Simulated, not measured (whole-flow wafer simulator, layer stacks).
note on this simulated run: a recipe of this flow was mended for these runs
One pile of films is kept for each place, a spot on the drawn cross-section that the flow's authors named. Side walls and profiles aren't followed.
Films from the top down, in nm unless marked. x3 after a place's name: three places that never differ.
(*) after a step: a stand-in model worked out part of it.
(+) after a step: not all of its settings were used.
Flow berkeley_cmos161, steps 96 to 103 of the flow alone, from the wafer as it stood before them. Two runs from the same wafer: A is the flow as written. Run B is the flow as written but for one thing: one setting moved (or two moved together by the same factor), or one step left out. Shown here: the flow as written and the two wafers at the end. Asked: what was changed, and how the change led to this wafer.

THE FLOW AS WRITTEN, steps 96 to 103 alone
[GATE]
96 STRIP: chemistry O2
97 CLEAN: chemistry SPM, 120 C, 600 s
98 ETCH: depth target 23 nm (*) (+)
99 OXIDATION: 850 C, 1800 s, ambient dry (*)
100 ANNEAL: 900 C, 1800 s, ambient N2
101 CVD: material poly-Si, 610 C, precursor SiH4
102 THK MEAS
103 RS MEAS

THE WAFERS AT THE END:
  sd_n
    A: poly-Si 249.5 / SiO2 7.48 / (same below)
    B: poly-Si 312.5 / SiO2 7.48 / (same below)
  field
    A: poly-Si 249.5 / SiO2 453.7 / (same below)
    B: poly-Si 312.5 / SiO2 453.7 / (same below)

The cause: step 101, CVD: 622 C was run, where the flow has 610 C.

How the change led to this, step by step:
  101 CVD: material poly-Si, 610 C, precursor SiH4
      field, sd_n, spacer_n, gate_n, sd_p, spacer_p x2, contact, m1: A poly-Si +249.5 (new film) | B poly-Si +312.5 (new film)
